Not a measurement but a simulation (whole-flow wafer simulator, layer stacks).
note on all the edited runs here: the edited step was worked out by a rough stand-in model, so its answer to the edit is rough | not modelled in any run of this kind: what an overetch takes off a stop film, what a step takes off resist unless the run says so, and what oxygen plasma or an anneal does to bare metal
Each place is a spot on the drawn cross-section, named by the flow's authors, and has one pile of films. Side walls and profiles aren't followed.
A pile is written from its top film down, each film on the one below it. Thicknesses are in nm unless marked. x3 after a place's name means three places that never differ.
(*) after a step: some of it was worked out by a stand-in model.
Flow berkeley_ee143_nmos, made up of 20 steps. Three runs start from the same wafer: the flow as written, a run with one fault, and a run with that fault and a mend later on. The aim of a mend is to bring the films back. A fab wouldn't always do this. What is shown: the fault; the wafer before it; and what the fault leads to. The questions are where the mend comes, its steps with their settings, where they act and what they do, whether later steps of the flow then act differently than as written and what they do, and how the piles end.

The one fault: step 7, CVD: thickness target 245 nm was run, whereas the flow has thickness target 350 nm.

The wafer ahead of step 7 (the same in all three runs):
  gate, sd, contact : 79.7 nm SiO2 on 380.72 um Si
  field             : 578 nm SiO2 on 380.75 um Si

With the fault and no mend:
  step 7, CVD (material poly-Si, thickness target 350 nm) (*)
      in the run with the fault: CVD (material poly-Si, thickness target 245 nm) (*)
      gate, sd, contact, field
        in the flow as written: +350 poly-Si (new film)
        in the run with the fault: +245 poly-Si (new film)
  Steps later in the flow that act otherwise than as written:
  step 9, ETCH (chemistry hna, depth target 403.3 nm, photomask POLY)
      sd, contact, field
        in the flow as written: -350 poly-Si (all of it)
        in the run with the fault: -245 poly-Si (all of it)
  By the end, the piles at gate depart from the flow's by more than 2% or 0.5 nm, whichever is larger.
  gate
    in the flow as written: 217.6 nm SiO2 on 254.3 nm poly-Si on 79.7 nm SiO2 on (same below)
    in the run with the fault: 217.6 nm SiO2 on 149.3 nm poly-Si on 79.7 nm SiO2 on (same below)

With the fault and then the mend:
  The mend follows step 7.
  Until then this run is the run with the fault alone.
  step 7a, CVD (material poly-Si, thickness target 105 nm) (*) (the flow's step 7 again, with other settings)
      gate, sd, contact, field
        +105 poly-Si
  Later steps of the flow that are run all act as written at every place that is followed.
  At every place that both follow, the piles at the end match the flow's.
